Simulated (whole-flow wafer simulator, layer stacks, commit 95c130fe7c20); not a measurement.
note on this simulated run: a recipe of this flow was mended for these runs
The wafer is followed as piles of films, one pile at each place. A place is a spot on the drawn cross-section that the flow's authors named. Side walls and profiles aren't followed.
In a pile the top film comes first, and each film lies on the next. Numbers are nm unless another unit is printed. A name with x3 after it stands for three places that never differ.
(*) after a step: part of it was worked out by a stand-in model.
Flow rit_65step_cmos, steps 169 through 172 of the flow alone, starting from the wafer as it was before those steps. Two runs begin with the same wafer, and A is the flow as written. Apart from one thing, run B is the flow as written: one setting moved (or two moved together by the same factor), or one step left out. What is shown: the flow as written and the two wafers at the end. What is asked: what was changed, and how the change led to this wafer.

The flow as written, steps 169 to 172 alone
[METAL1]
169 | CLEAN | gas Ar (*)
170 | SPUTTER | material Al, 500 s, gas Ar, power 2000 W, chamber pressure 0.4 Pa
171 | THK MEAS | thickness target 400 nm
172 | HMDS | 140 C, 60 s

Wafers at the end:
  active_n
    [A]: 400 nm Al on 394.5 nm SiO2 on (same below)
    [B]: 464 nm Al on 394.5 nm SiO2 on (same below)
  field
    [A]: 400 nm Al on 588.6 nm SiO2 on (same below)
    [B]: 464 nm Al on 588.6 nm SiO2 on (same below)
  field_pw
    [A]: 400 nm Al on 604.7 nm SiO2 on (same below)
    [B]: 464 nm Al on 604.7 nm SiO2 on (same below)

What caused this: step 170, SPUTTER: power 2320 W was run, whereas the flow has power 2000 W.

How this came from the change, step by step:
  170 | SPUTTER | material Al, 500 s, gas Ar, power 2000 W, chamber pressure 0.4 Pa
      field, field_pw, field_nw and 10 more: A Al gains 400 (new film) | B Al gains 464 (new film)
      contact: A Al gains 255.4 (new film) | B Al gains 292 (new film)
